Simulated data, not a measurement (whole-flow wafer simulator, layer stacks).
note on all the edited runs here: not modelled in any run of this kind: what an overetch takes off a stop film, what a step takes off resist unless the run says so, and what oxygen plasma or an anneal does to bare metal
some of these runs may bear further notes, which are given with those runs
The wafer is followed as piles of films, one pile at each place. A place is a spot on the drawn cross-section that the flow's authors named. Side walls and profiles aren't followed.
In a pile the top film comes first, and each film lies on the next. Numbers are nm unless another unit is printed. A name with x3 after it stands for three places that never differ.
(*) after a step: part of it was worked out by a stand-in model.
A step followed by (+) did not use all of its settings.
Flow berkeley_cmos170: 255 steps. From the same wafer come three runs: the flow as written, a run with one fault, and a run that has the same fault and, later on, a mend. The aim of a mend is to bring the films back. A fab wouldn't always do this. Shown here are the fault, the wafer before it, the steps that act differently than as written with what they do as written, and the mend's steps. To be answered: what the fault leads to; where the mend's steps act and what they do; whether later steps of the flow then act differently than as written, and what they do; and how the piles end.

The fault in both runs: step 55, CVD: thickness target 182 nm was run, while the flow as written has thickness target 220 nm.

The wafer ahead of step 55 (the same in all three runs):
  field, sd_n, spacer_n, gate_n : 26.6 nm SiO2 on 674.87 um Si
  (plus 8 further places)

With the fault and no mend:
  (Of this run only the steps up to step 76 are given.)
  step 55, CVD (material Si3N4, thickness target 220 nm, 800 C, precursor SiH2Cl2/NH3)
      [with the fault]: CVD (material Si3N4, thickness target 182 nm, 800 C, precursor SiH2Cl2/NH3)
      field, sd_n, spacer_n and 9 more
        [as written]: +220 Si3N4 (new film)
        [with the fault]: +182 Si3N4 (new film)
  Steps further on in the flow that do not act as written (3 more steps, not shown, differ only slightly: by at most 2% or 0.5 nm, whichever is larger):
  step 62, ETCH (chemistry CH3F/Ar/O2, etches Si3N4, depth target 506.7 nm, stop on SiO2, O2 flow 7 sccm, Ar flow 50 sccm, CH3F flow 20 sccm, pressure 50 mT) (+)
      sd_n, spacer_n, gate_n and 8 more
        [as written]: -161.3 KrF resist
        [with the fault]: -136 KrF resist
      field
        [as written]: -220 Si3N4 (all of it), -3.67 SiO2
        [with the fault]: -182 Si3N4 (all of it), -3.67 SiO2
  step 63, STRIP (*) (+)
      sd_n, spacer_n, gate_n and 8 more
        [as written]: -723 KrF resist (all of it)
        [with the fault]: -748.4 KrF resist (all of it)
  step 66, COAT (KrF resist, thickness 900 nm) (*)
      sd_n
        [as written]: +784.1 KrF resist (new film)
        [with the fault]: +802.9 KrF resist (new film)
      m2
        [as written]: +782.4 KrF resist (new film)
        [with the fault]: +801.9 KrF resist (new film)
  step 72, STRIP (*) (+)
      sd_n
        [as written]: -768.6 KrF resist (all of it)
        [with the fault]: -787.4 KrF resist (all of it)
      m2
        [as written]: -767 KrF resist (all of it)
        [with the fault]: -786.4 KrF resist (all of it)
  Once step 76 is done, the piles at sd_n, spacer_n, gate_n and 8 more depart from the flow's by more than 2% or 0.5 nm, whichever is larger.
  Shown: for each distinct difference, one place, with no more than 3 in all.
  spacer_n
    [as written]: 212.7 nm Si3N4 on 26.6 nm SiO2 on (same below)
    [with the fault]: 174.7 nm Si3N4 on 26.6 nm SiO2 on (same below)
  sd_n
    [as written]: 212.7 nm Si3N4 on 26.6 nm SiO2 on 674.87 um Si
    [with the fault]: 174.7 nm Si3N4 on 27 nm SiO2 on 674.87 um Si

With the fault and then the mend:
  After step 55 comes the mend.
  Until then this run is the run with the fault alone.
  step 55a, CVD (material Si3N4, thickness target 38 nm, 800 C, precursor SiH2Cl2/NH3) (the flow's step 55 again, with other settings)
      field, sd_n, spacer_n and 9 more
        +38 Si3N4
  Later steps of the flow that are run all act as written at every place that is followed.
  The piles end the same as the flow's at every place that both follow.
